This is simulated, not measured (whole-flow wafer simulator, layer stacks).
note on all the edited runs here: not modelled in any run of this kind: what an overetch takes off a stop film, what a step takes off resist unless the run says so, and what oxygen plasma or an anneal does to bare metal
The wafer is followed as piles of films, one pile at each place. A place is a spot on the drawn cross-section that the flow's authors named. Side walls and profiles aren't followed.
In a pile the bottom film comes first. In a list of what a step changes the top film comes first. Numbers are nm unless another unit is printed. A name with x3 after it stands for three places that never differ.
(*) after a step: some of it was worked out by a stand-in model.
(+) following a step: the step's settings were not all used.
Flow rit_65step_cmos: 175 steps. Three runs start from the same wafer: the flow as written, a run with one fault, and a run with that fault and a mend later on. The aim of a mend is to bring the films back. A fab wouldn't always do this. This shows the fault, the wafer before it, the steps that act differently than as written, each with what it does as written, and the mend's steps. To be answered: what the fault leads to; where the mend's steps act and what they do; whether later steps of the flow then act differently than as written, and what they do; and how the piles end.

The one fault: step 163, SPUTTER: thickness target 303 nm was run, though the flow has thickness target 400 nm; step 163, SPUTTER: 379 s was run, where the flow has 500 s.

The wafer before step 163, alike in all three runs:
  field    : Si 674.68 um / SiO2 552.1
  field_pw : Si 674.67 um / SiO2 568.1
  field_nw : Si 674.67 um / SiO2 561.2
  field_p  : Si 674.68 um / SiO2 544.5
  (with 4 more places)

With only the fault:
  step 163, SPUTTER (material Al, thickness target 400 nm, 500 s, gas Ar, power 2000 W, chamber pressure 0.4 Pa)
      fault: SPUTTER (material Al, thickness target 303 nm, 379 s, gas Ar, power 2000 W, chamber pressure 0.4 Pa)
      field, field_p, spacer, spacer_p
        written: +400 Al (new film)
        fault: +303 Al (new film)
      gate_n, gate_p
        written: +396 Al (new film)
        fault: +303 Al (new film)
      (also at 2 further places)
  Steps further on in the flow that do not act as written (not shown: 3 more steps that differ only slightly, by at most 2% or 0.5 nm, whichever is larger):
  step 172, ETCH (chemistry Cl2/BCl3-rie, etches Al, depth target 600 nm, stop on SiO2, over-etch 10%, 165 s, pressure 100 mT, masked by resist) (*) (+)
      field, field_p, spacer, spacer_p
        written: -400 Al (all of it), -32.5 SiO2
        fault: -303 Al (all of it), -44.6 SiO2
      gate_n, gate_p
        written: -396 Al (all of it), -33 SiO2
        fault: -303 Al (all of it), -44.6 SiO2
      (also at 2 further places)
  By the end, the piles at field, field_pw, field_nw, field_p, gate_n, gate_p, spacer, spacer_p depart from the flow's by more than 2% or 0.5 nm, whichever is larger.
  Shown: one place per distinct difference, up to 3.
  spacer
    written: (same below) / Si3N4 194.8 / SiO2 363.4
    fault: (same below) / Si3N4 194.8 / SiO2 351.3
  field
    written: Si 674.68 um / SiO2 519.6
    fault: Si 674.68 um / SiO2 507.5
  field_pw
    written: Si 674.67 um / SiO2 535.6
    fault: Si 674.67 um / SiO2 523.5

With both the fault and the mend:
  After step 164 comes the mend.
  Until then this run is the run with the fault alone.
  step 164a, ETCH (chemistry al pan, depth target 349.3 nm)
      field, field_p, gate_n, gate_p, spacer, spacer_p
        -303 Al (all of it)
      field_pw
        -302.8 Al (all of it)
      field_nw
        -302.7 Al (all of it)
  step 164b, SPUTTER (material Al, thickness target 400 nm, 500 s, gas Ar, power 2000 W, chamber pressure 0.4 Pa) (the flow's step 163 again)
      field, field_pw, field_p, spacer, spacer_p
        +400 Al (new film)
      gate_n, gate_p
        +396 Al (new film)
      field_nw
        +397.2 Al (new film)
  None of the later steps of the flow acts differently than as written at any place that is followed.
  The piles end the same as the flow's at every place that both follow.
